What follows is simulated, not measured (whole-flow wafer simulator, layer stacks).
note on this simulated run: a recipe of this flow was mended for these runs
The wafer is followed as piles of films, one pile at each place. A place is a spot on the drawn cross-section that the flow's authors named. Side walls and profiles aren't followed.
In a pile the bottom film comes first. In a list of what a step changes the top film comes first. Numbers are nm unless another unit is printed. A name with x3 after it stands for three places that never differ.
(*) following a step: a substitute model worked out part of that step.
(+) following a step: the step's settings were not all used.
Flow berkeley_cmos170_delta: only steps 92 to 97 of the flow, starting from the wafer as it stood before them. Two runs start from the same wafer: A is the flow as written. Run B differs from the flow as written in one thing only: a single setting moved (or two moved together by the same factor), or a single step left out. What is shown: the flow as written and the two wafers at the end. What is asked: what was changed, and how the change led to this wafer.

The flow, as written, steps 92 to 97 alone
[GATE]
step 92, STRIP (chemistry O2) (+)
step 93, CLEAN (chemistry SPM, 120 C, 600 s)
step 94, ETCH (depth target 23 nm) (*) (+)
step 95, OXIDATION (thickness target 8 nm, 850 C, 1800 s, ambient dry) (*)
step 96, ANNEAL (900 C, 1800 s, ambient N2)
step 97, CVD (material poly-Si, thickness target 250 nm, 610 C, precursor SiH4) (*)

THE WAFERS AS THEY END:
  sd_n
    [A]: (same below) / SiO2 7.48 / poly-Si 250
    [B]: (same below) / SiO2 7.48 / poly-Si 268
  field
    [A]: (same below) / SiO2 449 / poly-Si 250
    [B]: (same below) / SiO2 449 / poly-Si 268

What caused this: step 97, CVD: thickness target 268 nm was run, though the flow has thickness target 250 nm.
The wafer lets one read it off: sd_n has poly-Si 268, and step 97 as written asks for 250 nm.

The path from the change to this, step by step:
  step 97, CVD (material poly-Si, thickness target 250 nm, 610 C, precursor SiH4) (*)
      field, sd_n, spacer_n, gate, sd_p, spacer_p x2, contact, m1: A poly-Si gains 250 (new film) | B poly-Si gains 268 (new film)
